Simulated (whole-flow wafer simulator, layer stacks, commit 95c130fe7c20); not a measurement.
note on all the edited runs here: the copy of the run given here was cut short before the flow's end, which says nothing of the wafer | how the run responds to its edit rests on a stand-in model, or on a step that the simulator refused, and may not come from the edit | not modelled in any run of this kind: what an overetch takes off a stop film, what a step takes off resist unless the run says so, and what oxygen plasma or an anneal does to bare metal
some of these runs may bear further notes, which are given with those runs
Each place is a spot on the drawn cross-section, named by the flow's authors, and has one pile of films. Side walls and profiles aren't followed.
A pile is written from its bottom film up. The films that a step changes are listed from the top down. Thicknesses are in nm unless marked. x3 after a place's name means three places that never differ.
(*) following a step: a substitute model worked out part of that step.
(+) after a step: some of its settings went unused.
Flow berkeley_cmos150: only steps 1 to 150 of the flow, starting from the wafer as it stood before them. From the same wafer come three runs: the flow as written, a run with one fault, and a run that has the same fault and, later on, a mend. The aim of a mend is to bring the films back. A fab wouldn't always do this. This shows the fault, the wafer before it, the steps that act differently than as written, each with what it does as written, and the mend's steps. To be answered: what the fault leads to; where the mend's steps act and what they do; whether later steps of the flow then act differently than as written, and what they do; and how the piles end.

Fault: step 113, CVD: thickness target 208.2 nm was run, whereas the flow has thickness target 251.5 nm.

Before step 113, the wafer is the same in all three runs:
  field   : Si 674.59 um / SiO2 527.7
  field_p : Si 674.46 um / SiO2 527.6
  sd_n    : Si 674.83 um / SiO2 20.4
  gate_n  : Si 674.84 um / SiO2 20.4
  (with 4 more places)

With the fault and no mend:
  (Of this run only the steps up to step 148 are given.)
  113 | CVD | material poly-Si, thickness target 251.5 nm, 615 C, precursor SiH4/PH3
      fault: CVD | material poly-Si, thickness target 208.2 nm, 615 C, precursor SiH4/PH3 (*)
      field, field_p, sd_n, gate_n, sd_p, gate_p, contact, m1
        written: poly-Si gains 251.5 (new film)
        fault: poly-Si gains 208.2 (new film)
  Steps later in the flow that act otherwise than as written (9 more steps, not shown, differ only slightly: by at most 2% or 0.5 nm, whichever is larger):
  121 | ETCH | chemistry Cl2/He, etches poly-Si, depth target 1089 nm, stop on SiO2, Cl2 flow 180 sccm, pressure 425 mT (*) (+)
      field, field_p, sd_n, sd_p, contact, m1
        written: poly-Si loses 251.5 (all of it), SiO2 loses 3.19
        fault: poly-Si loses 208.2 (all of it), SiO2 loses 3.19
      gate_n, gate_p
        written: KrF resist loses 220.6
        fault: KrF resist loses 189.7
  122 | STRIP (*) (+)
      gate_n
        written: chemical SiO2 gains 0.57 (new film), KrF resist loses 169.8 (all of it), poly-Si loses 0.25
        fault: chemical SiO2 gains 0.59 (new film), KrF resist loses 199.8 (all of it), poly-Si loses 0.26
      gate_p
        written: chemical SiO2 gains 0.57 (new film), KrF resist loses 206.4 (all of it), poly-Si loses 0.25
        fault: chemical SiO2 gains 0.59 (new film), KrF resist loses 235.9 (all of it), poly-Si loses 0.26
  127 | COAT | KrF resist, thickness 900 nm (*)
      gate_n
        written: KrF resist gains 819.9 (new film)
        fault: KrF resist gains 849.4 (new film)
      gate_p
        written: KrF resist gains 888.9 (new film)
        fault: KrF resist gains 919.1 (new film)
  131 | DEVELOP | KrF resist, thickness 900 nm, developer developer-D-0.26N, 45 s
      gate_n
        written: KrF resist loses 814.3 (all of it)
        fault: KrF resist loses 843.6 (all of it)
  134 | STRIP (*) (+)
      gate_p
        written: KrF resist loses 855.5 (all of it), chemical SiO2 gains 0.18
        fault: KrF resist loses 885 (all of it), chemical SiO2 gains 0.18
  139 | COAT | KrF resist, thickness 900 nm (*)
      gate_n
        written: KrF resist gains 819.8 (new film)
        fault: KrF resist gains 849.2 (new film)
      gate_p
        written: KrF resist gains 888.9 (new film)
        fault: KrF resist gains 919 (new film)
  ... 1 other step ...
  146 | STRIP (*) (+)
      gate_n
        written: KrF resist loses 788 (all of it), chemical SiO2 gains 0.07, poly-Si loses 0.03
        fault: KrF resist loses 816.8 (all of it), chemical SiO2 gains 0.07, poly-Si loses 0.03
  After step 148, at gate_n, gate_p, the piles differ from the flow's by more than 2% or 0.5 nm, whichever is larger.
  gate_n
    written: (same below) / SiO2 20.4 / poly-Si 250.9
    fault: (same below) / SiO2 20.4 / poly-Si 207.6
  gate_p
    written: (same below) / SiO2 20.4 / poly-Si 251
    fault: (same below) / SiO2 20.4 / poly-Si 207.7

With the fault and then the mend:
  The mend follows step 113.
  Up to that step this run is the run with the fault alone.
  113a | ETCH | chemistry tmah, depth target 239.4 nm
      field, field_p, sd_n, gate_n, sd_p, gate_p, contact, m1
        poly-Si loses 208.2 (all of it)
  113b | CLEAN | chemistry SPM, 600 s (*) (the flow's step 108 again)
      leaves every film unchanged at each place that is followed
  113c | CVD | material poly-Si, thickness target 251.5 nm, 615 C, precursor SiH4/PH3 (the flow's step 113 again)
      field, field_p, sd_n, gate_n, sd_p, gate_p, contact, m1
        poly-Si gains 251.5 (new film)
  Every later step of the flow that is run acts as written at every place that is followed.
  At every place that both follow, the piles at the end match the flow's.
